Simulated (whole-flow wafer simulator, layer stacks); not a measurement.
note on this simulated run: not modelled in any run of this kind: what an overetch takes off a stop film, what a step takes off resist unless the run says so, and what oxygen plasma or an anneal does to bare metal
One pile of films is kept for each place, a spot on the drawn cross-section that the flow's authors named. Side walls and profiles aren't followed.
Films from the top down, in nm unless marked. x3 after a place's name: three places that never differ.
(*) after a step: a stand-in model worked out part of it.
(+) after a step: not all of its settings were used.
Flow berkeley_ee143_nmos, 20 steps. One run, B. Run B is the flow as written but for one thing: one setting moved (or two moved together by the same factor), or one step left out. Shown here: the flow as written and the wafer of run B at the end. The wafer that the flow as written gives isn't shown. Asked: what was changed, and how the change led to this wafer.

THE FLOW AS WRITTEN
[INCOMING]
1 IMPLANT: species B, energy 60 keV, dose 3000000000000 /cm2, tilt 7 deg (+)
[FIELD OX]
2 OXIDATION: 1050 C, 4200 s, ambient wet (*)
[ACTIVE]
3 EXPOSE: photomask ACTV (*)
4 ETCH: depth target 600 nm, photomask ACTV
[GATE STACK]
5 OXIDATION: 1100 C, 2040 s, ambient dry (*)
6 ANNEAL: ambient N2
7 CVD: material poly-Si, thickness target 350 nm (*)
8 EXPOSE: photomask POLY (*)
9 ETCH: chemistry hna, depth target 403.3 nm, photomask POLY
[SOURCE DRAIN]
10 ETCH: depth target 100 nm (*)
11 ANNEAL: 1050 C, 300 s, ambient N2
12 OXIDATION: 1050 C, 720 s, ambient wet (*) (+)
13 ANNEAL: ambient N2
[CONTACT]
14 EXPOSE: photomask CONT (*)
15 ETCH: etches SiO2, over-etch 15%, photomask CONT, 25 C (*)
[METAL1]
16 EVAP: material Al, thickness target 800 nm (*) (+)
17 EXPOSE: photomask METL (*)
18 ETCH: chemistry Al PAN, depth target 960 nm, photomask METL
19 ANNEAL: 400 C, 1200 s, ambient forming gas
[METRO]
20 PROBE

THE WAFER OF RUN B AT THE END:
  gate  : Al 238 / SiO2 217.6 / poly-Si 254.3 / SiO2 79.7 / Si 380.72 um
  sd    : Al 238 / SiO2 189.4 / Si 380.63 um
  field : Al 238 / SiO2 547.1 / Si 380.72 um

The cause: step 18, ETCH: depth target 562 nm was run, where the flow has depth target 960 nm.

How the change led to this, step by step:
  18 ETCH: chemistry Al PAN, depth target 960 nm, photomask METL
      gate, sd, field: Al -562 (as written it would be: Al -800 (all of it))
Counting metal films that touch as one body, gate has 1 body; the flow as written gives 0 bodies.
Counting metal films that touch as one body, sd has 1 body; the flow as written gives 0 bodies.
Counting metal films that touch as one body, field has 1 body; the flow as written gives 0 bodies.
